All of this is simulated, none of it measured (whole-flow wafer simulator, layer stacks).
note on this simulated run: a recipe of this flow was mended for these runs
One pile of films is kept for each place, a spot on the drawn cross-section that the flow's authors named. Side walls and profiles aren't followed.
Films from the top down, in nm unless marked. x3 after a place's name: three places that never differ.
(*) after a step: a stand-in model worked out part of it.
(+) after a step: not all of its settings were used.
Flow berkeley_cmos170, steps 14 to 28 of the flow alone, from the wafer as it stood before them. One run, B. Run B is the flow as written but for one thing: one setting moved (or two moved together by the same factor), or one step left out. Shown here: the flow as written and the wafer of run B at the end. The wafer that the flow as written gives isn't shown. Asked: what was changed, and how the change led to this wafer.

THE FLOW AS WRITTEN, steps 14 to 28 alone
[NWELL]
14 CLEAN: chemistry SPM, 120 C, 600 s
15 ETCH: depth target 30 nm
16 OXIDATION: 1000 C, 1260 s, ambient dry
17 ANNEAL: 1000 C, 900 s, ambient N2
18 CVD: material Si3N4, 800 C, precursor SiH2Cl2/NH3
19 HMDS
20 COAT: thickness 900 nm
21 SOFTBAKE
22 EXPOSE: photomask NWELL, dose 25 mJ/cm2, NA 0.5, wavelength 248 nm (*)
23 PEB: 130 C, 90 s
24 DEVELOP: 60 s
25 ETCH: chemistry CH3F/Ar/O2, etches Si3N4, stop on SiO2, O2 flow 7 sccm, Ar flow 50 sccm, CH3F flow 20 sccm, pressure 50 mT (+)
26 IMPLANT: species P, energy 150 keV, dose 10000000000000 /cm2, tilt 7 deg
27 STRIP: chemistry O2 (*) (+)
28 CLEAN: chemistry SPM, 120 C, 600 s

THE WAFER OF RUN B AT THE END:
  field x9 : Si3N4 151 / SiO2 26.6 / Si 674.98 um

The cause: step 18, CVD: 768 C was run, where the flow has 800 C.

How the change led to this, step by step:
  18 CVD: material Si3N4, 800 C, precursor SiH2Cl2/NH3
      field x9, mark, sd_p x3: Si3N4 +151 (new film) (as written it would be: Si3N4 +224 (new film))
  25 ETCH: chemistry CH3F/Ar/O2, etches Si3N4, stop on SiO2, O2 flow 7 sccm, Ar flow 50 sccm, CH3F flow 20 sccm, pressure 50 mT (+)
      field x9, mark: KrF-resist -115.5 (as written it would be: KrF-resist -164.2)
      sd_p x3: Si3N4 -151 (all of it), SiO2 -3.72 (as written it would be: Si3N4 -224 (all of it), SiO2 -3.72)
  27 STRIP: chemistry O2 (*) (+)
      field x9, mark: KrF-resist -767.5 (all of it) (as written it would be: KrF-resist -718.8 (all of it))
